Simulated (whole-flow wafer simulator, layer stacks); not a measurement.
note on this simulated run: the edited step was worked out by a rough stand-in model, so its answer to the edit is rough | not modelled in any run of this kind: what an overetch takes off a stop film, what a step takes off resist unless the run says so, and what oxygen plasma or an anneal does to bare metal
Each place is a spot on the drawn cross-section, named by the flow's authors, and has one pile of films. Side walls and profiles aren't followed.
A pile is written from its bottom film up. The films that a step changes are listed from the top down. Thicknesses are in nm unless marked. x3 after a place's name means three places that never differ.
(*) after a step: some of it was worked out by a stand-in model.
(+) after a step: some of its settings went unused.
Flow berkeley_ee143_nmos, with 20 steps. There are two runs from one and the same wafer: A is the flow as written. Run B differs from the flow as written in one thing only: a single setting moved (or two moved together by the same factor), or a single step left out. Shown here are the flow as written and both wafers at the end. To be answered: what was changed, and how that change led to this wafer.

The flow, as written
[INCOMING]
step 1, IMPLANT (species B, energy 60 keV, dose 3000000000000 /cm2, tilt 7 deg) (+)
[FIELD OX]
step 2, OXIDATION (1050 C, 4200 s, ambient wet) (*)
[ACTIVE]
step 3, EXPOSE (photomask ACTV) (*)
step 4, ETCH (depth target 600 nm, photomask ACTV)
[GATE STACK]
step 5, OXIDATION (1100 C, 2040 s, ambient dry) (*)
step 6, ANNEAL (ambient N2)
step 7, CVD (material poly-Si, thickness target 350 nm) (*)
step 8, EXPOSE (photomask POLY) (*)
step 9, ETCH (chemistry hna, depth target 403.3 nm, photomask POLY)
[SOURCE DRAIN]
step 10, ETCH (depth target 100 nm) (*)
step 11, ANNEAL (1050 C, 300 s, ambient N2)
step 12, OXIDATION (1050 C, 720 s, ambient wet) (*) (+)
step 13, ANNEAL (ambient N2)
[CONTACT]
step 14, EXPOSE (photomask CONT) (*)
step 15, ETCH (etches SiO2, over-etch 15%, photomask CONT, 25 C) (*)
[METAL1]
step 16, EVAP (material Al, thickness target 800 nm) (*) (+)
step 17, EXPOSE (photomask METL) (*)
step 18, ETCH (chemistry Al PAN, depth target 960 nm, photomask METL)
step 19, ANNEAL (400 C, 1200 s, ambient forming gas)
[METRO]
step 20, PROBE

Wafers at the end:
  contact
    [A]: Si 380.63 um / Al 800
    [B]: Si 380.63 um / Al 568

What caused this: step 16, EVAP: thickness target 568 nm was run, whereas the flow has thickness target 800 nm.
The wafer lets one read it off: contact has Al 568, and step 16 as written asks for 800 nm.

Step by step, how the change led to this:
  step 16, EVAP (material Al, thickness target 800 nm) (*) (+)
      gate, sd, contact, field: A Al gains 800 (new film) | B Al gains 568 (new film)
  step 18, ETCH (chemistry Al PAN, depth target 960 nm, photomask METL)
      gate, sd, field: A Al loses 800 (all of it) | B Al loses 568 (all of it)
